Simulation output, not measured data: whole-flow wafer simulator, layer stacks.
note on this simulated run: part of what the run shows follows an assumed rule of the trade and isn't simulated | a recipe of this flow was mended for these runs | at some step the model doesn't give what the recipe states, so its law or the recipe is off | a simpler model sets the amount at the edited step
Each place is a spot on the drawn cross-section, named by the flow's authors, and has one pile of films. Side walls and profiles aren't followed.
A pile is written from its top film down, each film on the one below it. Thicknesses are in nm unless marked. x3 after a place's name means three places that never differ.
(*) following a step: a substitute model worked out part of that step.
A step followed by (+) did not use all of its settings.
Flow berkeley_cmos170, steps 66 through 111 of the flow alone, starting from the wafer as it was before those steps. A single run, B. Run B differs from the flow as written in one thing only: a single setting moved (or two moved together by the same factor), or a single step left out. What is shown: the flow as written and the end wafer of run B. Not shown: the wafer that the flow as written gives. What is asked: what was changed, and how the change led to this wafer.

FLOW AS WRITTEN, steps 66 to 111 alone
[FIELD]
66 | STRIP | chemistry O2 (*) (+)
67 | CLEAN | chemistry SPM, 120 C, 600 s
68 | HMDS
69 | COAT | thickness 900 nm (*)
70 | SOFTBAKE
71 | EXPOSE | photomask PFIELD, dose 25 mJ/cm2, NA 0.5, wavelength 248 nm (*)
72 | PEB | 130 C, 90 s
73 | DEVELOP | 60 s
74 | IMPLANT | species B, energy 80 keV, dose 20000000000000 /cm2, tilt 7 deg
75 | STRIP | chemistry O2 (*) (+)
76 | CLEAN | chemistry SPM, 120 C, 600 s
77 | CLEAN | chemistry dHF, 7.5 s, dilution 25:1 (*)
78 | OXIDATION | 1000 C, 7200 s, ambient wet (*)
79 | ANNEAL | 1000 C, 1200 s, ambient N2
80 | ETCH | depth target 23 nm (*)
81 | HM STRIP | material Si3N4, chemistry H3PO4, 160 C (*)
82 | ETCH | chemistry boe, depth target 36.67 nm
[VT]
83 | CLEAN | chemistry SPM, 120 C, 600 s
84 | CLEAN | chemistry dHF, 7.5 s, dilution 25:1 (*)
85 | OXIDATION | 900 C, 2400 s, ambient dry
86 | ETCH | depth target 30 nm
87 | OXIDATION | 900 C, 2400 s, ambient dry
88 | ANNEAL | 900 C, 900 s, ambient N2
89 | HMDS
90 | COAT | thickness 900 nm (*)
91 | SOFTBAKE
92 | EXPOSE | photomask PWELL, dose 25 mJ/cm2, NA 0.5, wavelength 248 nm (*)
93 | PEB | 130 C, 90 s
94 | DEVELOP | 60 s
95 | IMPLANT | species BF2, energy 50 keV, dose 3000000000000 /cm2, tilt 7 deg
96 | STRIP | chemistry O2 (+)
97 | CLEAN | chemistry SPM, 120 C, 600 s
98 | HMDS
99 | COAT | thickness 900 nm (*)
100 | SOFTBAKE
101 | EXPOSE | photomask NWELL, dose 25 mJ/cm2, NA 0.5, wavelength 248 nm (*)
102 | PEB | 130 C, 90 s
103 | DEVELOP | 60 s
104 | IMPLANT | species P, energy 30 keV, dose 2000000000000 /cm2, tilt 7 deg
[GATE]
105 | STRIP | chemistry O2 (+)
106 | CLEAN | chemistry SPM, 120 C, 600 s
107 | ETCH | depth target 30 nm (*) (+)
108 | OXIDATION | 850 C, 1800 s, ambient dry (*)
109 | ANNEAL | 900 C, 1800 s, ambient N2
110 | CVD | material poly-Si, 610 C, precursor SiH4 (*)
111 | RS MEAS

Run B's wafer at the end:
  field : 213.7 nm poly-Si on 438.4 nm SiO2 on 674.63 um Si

The reason: step 81, HM STRIP: 149 C was run, though the flow has 160 C.

How this came from the change, step by step:
  81 | HM STRIP | material Si3N4, chemistry H3PO4, 160 C (*)
      mark, sd_n, spacer_n and 9 more: Si3N4 loses 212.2 (all of it), SiO2 loses 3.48 (it would be, as written: Si3N4 loses 212.2 (all of it), SiO2 loses 11.1)
      field: SiO2 loses 7.68 (it would be, as written: SiO2 loses 17.7)
  82 | ETCH | chemistry boe, depth target 36.67 nm
      mark, sd_n, spacer_n and 9 more: SiO2 loses 23.1 (all of it) (it would be, as written: SiO2 loses 15.5 (all of it))
